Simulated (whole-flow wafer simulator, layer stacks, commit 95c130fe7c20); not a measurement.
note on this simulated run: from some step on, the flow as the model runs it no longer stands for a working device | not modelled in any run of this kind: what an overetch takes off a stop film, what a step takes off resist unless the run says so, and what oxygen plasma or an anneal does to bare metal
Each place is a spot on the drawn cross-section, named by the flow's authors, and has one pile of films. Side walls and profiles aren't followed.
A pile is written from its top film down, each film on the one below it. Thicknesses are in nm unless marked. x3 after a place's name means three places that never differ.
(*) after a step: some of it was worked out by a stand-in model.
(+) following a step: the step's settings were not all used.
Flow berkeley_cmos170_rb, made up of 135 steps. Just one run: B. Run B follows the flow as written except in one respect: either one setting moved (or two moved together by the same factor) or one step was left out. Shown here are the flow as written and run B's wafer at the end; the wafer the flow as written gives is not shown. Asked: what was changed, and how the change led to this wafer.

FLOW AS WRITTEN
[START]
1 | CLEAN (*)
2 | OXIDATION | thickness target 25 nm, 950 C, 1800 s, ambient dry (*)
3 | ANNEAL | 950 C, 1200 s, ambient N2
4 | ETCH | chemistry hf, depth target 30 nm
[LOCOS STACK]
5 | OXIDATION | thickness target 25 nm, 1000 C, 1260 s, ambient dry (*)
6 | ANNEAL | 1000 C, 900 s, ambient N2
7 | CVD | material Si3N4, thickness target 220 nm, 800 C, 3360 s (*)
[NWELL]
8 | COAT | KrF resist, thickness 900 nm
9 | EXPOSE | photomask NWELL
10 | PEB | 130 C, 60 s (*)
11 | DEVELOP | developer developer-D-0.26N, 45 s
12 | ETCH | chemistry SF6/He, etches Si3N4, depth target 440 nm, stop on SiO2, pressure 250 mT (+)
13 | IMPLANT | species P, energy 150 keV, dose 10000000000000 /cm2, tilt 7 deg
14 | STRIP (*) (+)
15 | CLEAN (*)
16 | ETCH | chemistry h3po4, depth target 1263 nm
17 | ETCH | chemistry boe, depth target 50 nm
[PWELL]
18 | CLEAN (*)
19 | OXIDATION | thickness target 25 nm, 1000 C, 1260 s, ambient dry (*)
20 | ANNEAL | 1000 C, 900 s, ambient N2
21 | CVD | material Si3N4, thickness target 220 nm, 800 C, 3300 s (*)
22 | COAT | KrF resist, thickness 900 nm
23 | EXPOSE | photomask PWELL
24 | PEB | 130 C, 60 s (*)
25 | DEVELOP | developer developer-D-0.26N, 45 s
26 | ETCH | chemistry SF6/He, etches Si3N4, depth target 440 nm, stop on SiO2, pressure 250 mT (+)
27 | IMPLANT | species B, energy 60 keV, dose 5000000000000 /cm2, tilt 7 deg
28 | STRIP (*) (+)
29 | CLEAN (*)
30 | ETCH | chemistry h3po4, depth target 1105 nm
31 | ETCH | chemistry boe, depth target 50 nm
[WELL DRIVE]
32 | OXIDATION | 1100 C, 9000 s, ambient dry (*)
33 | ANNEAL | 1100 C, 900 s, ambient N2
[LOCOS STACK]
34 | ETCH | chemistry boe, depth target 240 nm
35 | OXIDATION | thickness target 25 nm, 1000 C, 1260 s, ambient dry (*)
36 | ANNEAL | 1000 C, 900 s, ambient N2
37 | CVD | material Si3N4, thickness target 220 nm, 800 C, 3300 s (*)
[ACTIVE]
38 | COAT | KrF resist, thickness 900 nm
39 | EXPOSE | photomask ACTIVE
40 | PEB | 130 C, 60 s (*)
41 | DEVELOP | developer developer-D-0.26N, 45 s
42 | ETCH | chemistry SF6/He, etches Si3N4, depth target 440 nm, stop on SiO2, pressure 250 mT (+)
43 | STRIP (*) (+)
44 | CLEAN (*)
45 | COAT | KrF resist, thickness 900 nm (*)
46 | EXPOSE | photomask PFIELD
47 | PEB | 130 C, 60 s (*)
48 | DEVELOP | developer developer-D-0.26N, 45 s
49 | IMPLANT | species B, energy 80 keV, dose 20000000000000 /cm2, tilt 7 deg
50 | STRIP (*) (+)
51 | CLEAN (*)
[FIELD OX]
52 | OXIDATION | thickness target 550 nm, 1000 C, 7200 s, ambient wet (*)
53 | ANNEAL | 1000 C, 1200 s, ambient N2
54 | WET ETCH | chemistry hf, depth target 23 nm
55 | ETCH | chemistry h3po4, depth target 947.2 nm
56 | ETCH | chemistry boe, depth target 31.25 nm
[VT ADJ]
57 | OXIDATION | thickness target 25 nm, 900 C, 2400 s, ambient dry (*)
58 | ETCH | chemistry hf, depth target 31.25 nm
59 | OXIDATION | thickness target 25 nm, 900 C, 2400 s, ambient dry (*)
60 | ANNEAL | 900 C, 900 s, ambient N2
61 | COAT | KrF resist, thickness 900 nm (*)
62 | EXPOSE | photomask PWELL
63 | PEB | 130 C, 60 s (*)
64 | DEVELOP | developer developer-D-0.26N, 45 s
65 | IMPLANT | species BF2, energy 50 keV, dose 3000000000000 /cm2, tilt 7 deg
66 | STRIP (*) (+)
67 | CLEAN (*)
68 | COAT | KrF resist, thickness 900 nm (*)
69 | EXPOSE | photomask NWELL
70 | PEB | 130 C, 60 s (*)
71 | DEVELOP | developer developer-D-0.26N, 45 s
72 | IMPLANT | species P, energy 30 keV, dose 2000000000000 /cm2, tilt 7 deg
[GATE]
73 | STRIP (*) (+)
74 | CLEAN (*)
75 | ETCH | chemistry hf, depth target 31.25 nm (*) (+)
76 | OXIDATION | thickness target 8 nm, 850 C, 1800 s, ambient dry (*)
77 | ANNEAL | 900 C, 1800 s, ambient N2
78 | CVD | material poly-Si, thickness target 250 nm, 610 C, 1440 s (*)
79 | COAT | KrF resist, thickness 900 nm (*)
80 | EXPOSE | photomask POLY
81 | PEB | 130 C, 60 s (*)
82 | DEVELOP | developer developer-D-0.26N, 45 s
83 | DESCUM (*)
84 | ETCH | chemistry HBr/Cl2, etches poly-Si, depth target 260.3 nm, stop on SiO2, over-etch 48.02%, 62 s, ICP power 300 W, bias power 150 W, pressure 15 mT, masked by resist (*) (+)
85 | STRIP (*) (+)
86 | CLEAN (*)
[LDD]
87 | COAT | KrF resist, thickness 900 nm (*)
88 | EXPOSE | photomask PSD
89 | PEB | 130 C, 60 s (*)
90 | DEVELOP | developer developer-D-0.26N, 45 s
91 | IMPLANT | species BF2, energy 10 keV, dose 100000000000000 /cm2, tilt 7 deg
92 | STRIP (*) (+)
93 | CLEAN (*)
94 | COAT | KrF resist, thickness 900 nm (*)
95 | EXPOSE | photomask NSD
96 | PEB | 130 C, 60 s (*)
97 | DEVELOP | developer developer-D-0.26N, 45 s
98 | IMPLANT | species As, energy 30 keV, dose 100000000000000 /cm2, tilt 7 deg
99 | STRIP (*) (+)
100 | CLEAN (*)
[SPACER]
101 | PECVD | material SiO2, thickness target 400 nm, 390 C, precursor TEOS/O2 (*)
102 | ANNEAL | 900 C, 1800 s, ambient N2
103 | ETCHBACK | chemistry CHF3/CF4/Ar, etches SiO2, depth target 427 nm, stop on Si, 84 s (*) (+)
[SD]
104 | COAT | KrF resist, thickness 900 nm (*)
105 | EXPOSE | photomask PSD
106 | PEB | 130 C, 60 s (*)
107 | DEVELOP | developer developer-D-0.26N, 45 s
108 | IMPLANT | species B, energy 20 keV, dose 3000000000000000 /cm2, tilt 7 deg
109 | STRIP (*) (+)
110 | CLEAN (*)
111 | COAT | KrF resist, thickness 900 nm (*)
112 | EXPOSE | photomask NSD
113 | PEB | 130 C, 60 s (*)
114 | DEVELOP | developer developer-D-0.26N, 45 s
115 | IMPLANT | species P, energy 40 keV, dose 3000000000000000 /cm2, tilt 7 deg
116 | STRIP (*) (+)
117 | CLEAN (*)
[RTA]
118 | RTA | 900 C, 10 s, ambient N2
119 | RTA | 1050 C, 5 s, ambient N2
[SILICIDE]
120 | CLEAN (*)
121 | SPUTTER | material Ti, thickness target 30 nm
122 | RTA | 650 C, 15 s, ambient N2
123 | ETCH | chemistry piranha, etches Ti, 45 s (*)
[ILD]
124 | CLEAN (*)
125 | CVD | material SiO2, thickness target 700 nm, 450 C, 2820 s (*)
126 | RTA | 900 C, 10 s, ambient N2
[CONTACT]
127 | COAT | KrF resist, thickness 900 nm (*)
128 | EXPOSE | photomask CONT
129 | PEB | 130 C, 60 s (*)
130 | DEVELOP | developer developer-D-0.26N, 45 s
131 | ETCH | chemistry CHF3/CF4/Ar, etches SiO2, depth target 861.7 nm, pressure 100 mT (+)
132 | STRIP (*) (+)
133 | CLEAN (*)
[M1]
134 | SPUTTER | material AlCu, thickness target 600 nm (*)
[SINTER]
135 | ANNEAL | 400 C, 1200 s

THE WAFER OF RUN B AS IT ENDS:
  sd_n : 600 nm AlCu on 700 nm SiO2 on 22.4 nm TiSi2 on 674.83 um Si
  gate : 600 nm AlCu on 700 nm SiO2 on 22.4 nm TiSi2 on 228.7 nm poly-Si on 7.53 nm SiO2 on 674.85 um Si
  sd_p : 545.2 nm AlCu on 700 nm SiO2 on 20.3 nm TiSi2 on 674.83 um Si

What caused this: step 121, SPUTTER: thickness target 12 nm was run, while the flow as written has thickness target 30 nm.

How this came from the change, step by step:
  121 | SPUTTER | material Ti, thickness target 30 nm
      field, sd_n, spacer_n, gate, spacer_p, gate_p, contact, m1: +12 Ti (new film) (as written it would have been: +30 Ti (new film))
      sd_p: +10.8 Ti (new film) (as written it would have been: +27.1 Ti (new film))
  122 | RTA | 650 C, 15 s, ambient N2
      sd_n, contact, m1: -9.36 Ti, +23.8 TiSi2 C49 (new film), -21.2 Si (as written it would have been: -23.4 Ti, +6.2 TiSi first (new film), +50.3 TiSi2 C49 (new film), -49 Si)
      gate, gate_p: -9.36 Ti, +23.8 TiSi2 C49 (new film), -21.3 poly-Si (as written it would have been: -23.4 Ti, +6.2 TiSi first (new film), +50.3 TiSi2 C49 (new film), -49.2 poly-Si)
      (as well as at 1 more place)
  123 | ETCH | chemistry piranha, etches Ti, 45 s (*)
      sd_n, gate, gate_p, contact, m1: -2.64 Ti (all of it) (as written it would have been: -6.6 Ti (all of it))
      field, spacer_n, spacer_p: -12 Ti (all of it) (as written it would have been: -30 Ti (all of it))
      (as well as at 1 more place)
  126 | RTA | 900 C, 10 s, ambient N2
      sd_n, contact, m1: under 1 film: +22.4 TiSi2 (new film), -23.8 TiSi2 C49 (all of it) (as written it would have been: under 1 film: +56 TiSi2 (new film), -6.2 TiSi first (all of it), -50.3 TiSi2 C49 (all of it), -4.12 Si)
      gate, gate_p: under 1 film: +22.4 TiSi2 (new film), -23.8 TiSi2 C49 (all of it) (as written it would have been: under 1 film: +56 TiSi2 (new film), -6.2 TiSi first (all of it), -50.3 TiSi2 C49 (all of it), -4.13 poly-Si)
      (as well as at 1 more place)
